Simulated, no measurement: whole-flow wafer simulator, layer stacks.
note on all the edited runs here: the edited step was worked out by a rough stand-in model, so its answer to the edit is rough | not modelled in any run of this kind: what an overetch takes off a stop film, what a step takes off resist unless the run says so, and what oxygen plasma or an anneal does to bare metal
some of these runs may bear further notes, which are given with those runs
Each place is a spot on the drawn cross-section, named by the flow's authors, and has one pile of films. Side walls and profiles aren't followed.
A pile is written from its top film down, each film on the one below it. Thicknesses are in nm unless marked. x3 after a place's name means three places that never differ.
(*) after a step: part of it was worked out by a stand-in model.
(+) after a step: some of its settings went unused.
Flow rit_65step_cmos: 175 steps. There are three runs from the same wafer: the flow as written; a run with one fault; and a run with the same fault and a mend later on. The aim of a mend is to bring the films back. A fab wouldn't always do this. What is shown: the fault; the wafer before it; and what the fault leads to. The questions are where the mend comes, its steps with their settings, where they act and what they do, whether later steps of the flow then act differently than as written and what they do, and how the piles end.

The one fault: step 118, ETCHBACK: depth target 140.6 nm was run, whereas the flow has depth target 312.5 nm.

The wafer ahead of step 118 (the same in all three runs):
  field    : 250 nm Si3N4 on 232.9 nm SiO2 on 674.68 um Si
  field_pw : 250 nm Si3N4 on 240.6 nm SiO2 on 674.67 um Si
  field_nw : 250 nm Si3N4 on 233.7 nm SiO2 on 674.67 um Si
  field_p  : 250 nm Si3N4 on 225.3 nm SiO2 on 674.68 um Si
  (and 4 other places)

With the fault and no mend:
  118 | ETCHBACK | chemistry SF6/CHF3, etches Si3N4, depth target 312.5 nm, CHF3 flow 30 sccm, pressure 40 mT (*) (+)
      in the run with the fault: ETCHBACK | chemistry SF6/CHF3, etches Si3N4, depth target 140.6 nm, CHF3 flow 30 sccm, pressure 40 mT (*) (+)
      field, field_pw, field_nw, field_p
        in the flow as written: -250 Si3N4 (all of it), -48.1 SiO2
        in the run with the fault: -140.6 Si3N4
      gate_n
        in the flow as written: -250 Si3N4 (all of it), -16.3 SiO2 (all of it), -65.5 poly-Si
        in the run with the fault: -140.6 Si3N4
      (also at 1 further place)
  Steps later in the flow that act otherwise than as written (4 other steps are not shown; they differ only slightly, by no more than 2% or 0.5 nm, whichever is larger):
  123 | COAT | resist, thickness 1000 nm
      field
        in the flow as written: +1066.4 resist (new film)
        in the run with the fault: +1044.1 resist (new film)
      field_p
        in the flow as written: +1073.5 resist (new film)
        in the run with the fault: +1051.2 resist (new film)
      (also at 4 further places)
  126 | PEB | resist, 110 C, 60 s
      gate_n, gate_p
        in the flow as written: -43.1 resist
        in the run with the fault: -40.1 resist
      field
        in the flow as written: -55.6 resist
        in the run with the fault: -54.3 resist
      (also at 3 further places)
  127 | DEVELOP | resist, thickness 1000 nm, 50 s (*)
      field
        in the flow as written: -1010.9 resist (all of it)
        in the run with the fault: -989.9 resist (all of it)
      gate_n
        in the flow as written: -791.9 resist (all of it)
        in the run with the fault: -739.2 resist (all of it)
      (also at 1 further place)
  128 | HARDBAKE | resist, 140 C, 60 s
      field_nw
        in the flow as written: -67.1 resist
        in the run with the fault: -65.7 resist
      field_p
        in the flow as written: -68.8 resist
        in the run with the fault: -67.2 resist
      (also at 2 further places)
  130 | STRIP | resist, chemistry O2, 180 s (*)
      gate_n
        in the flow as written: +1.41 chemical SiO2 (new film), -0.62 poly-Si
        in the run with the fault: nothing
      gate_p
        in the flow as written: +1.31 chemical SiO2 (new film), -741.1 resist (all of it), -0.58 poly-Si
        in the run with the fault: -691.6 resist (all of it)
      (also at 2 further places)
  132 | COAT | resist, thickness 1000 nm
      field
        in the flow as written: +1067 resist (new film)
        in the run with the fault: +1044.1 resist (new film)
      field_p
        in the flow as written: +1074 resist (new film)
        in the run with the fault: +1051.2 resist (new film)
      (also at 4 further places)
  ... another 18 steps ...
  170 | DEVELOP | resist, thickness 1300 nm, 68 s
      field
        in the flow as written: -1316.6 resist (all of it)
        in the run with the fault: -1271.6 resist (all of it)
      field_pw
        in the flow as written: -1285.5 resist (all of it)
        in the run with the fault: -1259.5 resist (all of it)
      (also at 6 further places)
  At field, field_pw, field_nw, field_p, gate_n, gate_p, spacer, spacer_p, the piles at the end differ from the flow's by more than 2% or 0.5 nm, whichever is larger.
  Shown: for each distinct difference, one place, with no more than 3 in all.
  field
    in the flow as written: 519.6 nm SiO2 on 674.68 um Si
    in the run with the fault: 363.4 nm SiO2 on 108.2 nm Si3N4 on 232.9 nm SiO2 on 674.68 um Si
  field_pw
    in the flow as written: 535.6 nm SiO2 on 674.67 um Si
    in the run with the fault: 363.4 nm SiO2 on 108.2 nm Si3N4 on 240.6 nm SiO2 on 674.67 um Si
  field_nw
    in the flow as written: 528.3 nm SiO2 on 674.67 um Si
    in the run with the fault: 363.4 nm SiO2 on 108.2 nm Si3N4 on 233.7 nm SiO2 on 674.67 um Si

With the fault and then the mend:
  The mend stands after step 121.
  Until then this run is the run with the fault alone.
  121a | ETCHBACK | chemistry SF6/CHF3, etches Si3N4, depth target 171.9 nm, CHF3 flow 30 sccm, pressure 40 mT (*) (+) (a further turn of the flow's step 118, with different settings)
      field, field_pw, field_nw, field_p
        -109.4 Si3N4 (all of it), -48.1 SiO2
      active_n, sd_n, contact, m1
        -109.4 Si3N4 (all of it), -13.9 SiO2 (all of it)
      active_p, sd_p
        -109.4 Si3N4 (all of it), -13.4 SiO2 (all of it)
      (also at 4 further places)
  Every later step of the flow that is run acts as written at every place that is followed.
  At every place that both follow, the piles at the end match the flow's.
